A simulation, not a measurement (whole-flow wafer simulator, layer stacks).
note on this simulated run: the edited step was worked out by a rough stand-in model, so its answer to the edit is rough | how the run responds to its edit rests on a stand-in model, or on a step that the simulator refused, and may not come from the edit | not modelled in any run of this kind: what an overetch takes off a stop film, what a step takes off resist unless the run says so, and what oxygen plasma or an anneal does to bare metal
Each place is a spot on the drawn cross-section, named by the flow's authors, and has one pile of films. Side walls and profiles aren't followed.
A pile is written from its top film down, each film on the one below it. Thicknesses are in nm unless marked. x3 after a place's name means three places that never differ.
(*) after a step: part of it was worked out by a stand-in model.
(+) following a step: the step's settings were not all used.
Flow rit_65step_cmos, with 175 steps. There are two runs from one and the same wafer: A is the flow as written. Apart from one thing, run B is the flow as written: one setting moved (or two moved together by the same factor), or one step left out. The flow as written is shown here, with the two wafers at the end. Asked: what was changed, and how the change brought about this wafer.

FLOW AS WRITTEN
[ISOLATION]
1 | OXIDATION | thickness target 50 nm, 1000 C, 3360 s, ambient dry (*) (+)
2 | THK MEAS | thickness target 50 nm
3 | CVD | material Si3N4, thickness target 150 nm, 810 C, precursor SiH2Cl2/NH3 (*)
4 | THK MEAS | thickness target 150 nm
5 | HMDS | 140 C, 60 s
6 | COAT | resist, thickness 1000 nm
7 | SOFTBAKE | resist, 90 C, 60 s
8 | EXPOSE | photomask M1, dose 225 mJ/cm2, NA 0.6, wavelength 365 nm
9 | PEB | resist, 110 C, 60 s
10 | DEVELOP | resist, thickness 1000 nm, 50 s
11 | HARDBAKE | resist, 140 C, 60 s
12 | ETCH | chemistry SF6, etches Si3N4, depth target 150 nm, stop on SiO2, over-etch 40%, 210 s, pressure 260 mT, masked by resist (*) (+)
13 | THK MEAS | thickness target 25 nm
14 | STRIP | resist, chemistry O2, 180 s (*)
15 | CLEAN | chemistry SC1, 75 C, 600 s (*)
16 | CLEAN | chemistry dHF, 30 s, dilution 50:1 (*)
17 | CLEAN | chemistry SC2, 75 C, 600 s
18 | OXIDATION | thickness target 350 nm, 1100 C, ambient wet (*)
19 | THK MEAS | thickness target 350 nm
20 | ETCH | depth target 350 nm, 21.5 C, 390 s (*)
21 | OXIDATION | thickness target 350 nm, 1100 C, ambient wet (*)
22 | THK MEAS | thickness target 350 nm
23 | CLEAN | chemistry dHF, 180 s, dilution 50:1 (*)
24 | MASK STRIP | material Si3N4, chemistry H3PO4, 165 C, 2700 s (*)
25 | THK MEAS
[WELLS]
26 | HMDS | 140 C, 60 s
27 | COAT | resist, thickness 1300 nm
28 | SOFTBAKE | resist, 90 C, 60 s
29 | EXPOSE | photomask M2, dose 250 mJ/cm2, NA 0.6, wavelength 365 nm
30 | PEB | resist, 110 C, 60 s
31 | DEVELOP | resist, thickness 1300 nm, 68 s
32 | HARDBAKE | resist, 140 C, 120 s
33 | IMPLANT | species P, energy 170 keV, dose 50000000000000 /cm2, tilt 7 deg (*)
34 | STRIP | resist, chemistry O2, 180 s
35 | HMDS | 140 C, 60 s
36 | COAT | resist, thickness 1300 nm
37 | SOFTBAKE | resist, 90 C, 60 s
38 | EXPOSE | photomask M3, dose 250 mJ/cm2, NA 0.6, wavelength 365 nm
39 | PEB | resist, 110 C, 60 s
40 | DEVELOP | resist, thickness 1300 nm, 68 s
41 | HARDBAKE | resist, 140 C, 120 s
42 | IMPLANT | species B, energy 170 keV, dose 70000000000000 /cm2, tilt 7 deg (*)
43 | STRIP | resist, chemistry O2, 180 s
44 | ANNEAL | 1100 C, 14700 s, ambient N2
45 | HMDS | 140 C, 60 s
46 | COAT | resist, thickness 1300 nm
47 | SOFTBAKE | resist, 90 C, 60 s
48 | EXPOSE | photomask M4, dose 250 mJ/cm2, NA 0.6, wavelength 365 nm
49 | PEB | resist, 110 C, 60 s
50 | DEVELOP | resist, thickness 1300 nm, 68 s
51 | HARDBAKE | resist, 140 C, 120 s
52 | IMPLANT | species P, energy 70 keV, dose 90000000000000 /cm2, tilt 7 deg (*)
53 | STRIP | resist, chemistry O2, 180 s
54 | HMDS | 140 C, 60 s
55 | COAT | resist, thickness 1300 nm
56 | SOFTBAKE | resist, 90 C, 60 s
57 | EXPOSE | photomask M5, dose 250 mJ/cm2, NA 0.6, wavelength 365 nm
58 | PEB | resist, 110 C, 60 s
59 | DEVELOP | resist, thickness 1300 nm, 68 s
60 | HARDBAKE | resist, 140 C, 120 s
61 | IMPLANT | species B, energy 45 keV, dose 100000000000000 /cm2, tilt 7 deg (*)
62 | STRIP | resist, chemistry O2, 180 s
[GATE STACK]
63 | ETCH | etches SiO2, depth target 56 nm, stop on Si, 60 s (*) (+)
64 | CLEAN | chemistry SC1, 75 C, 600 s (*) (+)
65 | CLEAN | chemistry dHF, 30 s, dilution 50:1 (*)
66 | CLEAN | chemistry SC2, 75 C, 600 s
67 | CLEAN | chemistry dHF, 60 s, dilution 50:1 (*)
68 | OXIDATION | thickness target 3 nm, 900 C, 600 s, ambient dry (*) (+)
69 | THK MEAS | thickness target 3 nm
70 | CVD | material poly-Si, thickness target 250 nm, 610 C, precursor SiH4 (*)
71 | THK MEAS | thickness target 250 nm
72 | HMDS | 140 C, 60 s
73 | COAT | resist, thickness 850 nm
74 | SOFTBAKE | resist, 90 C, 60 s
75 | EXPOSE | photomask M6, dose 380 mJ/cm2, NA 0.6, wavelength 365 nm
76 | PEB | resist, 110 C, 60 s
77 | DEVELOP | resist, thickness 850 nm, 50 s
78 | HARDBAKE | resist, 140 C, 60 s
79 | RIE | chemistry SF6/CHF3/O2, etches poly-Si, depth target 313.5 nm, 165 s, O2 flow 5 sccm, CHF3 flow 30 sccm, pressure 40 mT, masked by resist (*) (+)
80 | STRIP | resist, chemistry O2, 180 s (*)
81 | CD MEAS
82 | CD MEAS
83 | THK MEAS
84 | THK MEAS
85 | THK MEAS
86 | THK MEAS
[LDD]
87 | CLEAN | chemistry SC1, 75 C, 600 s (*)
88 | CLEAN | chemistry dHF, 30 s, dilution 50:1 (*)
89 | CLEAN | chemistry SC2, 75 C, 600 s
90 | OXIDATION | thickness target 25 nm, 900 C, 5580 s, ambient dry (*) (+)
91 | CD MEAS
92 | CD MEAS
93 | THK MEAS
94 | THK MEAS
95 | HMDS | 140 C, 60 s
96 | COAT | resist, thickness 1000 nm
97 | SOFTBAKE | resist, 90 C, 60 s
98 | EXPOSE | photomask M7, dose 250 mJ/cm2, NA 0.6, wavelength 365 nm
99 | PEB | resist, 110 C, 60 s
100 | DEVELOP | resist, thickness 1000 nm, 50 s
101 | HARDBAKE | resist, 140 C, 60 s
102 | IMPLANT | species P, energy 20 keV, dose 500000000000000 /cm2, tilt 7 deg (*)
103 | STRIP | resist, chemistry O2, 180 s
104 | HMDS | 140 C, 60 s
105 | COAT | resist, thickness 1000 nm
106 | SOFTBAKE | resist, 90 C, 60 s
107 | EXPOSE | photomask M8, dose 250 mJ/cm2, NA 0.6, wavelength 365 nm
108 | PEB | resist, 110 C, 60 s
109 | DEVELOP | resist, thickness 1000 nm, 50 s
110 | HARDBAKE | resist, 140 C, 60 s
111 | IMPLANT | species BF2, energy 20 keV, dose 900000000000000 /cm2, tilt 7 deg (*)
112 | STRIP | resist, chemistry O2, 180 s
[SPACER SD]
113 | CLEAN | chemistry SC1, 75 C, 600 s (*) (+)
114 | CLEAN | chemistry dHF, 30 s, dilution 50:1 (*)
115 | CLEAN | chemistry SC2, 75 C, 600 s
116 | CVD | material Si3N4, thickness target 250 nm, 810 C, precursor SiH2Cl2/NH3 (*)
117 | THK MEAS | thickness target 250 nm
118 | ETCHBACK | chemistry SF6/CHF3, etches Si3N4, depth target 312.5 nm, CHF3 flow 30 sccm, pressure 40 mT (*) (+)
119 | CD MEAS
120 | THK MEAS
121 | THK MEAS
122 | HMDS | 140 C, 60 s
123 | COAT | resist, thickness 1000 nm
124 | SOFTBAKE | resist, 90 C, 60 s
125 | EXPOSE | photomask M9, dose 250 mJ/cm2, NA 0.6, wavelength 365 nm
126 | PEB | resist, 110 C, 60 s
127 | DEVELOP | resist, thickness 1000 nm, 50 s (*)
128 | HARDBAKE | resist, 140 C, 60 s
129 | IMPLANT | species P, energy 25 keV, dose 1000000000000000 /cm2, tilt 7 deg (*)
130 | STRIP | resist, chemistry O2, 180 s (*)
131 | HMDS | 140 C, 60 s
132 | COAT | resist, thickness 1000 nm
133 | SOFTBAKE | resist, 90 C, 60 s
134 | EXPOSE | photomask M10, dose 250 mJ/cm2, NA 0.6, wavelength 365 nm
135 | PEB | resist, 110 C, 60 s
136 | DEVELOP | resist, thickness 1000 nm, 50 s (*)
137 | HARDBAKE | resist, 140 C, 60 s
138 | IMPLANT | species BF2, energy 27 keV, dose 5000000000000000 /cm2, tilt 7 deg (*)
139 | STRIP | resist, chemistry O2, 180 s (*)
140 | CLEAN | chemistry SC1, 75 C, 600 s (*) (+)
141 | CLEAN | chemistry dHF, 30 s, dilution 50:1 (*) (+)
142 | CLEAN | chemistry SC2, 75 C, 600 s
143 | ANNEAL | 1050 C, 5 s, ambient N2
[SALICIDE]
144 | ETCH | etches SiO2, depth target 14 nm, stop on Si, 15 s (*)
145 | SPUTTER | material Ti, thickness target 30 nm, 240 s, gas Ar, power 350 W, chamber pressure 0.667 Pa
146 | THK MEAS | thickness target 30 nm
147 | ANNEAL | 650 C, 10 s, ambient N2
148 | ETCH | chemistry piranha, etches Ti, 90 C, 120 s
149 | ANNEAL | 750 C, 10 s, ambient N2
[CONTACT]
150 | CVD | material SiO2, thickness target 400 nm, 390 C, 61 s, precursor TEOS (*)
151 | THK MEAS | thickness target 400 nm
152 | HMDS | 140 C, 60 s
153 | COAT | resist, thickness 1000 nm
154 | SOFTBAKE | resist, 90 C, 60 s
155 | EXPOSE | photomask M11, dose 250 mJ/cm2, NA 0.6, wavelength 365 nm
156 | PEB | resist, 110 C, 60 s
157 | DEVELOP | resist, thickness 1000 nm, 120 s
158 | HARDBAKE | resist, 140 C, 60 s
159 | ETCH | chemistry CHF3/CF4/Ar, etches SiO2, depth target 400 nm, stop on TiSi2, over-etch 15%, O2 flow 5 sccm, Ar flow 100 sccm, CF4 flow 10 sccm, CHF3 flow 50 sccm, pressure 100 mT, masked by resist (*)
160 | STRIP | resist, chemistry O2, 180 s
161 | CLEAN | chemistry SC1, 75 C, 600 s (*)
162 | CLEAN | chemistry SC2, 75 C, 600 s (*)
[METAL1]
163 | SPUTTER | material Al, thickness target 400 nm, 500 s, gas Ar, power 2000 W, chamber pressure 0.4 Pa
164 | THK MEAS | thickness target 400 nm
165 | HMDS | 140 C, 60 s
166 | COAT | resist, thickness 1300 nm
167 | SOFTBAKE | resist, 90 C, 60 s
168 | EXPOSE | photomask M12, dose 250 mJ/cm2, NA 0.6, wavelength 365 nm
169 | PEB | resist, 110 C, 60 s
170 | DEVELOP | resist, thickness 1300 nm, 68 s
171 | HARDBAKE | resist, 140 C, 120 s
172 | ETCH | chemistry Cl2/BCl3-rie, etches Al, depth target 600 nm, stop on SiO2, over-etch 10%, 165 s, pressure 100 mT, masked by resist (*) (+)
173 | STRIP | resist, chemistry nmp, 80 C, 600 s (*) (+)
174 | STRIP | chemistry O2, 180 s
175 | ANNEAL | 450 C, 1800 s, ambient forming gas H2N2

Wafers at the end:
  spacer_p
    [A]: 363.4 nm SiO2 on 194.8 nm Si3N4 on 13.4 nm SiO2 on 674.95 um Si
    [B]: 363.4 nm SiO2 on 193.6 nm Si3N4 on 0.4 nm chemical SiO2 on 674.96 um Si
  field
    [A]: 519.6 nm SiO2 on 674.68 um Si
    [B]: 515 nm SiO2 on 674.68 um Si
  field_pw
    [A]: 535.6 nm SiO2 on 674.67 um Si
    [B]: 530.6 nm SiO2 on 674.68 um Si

The reason: step 90, OXIDATION: 832 C was run, though the flow has 900 C.

Step by step, how the change led to this:
  90 | OXIDATION | thickness target 25 nm, 900 C, 5580 s, ambient dry (*) (+)
      active_n, active_p, spacer, spacer_p, sd_n, sd_p, contact, m1: A SiO2 gains 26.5 (new film), chemical SiO2 loses 0.4 (all of it), Si loses 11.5 | B SiO2 gains 13.3 (new film), chemical SiO2 loses 0.4 (all of it), Si loses 5.68
      field, field_pw: A SiO2 gains 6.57, Si loses 2.89 | B SiO2 gains 1.92, Si loses 0.85
      (also at 4 further places)
  114 | CLEAN | chemistry dHF, 30 s, dilution 50:1 (*)
      active_p, spacer_p, sd_p: A SiO2 loses 11.1 | B SiO2 loses 11.3 (all of it)
      gate_p: A SiO2 loses 11.1 | B SiO2 loses 10.9 (all of it)
  118 | ETCHBACK | chemistry SF6/CHF3, etches Si3N4, depth target 312.5 nm, CHF3 flow 30 sccm, pressure 40 mT (*) (+)
      gate_p: A Si3N4 loses 250 (all of it), SiO2 loses 15.7 (all of it), poly-Si loses 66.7 | B Si3N4 loses 250 (all of it), chemical SiO2 loses 0.4 (all of it), poly-Si loses 98.4
      gate_n: A Si3N4 loses 250 (all of it), SiO2 loses 16.3 (all of it), poly-Si loses 65.5 | B Si3N4 loses 250 (all of it), SiO2 loses 0.36 (all of it), poly-Si loses 98.5
      (also at 2 further places)
  123 | COAT | resist, thickness 1000 nm
      gate_n: A resist gains 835 (new film) | B resist gains 862.8 (new film)
      gate_p: A resist gains 836.1 (new film) | B resist gains 862.8 (new film)
  126 | PEB | resist, 110 C, 60 s
      gate_n, gate_p: A resist loses 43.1 | B resist loses 44.6
  127 | DEVELOP | resist, thickness 1000 nm, 50 s (*)
      gate_n: A resist loses 791.9 (all of it) | B resist loses 818.2 (all of it)
  128 | HARDBAKE | resist, 140 C, 60 s
      gate_p: A resist loses 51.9 | B resist loses 53.8
  130 | STRIP | resist, chemistry O2, 180 s (*)
      gate_p: A chemical SiO2 gains 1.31 (new film), resist loses 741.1 (all of it), poly-Si loses 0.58 | B chemical SiO2 gains 1.31 (new film), resist loses 764.5 (all of it), poly-Si loses 0.58
  132 | COAT | resist, thickness 1000 nm
      gate_n: A resist gains 834.8 (new film) | B resist gains 862.6 (new film)
      gate_p: A resist gains 835.9 (new film) | B resist gains 862.6 (new film)
  135 | PEB | resist, 110 C, 60 s
      gate_n, gate_p: A resist loses 43.1 | B resist loses 44.5
  136 | DEVELOP | resist, thickness 1000 nm, 50 s (*)
      gate_p: A resist loses 792.8 (all of it) | B resist loses 818.1 (all of it)
  137 | HARDBAKE | resist, 140 C, 60 s
      gate_n: A resist loses 51.8 | B resist loses 53.8
  139 | STRIP | resist, chemistry O2, 180 s (*)
      gate_n: A resist loses 740 (all of it), chemical SiO2 gains 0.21, poly-Si loses 0.09 | B resist loses 764.3 (all of it), chemical SiO2 gains 0.21, poly-Si loses 0.09
  145 | SPUTTER | material Ti, thickness target 30 nm, 240 s, gas Ar, power 350 W, chamber pressure 0.667 Pa
      gate_n: A Ti gains 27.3 (new film) | B Ti gains 23.4 (new film)
      gate_p: A Ti gains 27.2 (new film) | B Ti gains 23.4 (new film)
  147 | ANNEAL | 650 C, 10 s, ambient N2
      gate_n: A Ti loses 21.3, TiSi first gains 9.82 (new film), TiSi2 C49 gains 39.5 (new film), poly-Si loses 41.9 | B Ti loses 18.3, TiSi first gains 2.09 (new film), TiSi2 C49 gains 43.3 (new film), poly-Si loses 40.2
      gate_p: A Ti loses 21.2, TiSi first gains 9.56 (new film), TiSi2 C49 gains 39.6 (new film), poly-Si loses 41.9 | B Ti loses 18.3, TiSi first gains 2.1 (new film), TiSi2 C49 gains 43.3 (new film), poly-Si loses 40.2
  148 | ETCH | chemistry piranha, etches Ti, 90 C, 120 s
      gate_n: A Ti loses 6 (all of it), TiSi first loses 0.1 | B Ti loses 5.15 (all of it), TiSi first loses 0.1
      gate_p: A Ti loses 5.97 (all of it), TiSi first loses 0.1 | B Ti loses 5.15 (all of it), TiSi first loses 0.11
  ... 1 other step ...
  150 | CVD | material SiO2, thickness target 400 nm, 390 C, 61 s, precursor TEOS (*)
      gate_n: A SiO2 gains 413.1 (new film) | B SiO2 gains 429.7 (new film)
      gate_p: A SiO2 gains 413.7 (new film) | B SiO2 gains 429.7 (new film)
